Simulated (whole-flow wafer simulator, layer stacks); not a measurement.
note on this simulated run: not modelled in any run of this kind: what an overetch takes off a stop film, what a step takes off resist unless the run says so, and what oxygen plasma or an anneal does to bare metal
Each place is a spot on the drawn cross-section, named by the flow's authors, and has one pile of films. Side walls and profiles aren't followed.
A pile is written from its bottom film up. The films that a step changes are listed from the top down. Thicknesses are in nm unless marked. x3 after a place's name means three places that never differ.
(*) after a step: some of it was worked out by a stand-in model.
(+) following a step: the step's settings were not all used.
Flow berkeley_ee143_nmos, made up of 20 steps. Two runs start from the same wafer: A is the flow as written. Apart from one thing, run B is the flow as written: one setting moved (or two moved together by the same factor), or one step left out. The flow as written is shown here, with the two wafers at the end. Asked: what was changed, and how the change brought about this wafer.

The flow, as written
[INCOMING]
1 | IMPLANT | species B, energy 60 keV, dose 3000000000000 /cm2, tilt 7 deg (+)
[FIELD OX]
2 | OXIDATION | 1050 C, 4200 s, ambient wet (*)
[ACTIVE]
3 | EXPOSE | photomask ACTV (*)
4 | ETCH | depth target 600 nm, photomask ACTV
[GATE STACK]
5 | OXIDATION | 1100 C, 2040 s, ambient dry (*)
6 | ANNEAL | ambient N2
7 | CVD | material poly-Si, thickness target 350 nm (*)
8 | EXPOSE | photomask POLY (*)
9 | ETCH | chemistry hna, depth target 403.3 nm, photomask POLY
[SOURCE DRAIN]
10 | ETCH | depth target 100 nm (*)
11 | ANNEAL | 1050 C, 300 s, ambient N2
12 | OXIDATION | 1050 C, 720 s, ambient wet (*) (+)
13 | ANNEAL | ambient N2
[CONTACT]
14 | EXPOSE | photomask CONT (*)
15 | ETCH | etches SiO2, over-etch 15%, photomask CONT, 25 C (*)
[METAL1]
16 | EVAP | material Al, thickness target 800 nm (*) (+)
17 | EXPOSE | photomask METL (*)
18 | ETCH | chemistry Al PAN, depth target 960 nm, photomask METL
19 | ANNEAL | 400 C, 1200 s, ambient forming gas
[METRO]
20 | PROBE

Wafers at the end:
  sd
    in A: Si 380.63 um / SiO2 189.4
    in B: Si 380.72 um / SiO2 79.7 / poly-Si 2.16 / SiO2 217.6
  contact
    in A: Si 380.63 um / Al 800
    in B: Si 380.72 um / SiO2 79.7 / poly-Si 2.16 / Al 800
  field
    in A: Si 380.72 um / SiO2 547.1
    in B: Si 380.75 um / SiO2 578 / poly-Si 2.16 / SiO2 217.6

What caused this: step 9, ETCH: depth target 252.1 nm was run, though the flow has depth target 403.3 nm.

How this came from the change, step by step:
  9 | ETCH | chemistry hna, depth target 403.3 nm, photomask POLY
      sd, contact, field: A -350 poly-Si (all of it) | B -252.1 poly-Si
  10 | ETCH | depth target 100 nm (*)
      sd, contact: A -79.7 SiO2 (all of it) | B nothing
      field: A -100 SiO2 | B nothing
  12 | OXIDATION | 1050 C, 720 s, ambient wet (*) (+)
      sd, contact: A +189.4 SiO2 (new film), -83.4 Si | B +217.6 SiO2 (new film), -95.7 poly-Si
      field: A +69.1 SiO2, -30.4 Si | B +217.6 SiO2 (new film), -95.7 poly-Si
  15 | ETCH | etches SiO2, over-etch 15%, photomask CONT, 25 C (*)
      contact: A -189.4 SiO2 (all of it) | B -217.6 SiO2 (all of it)
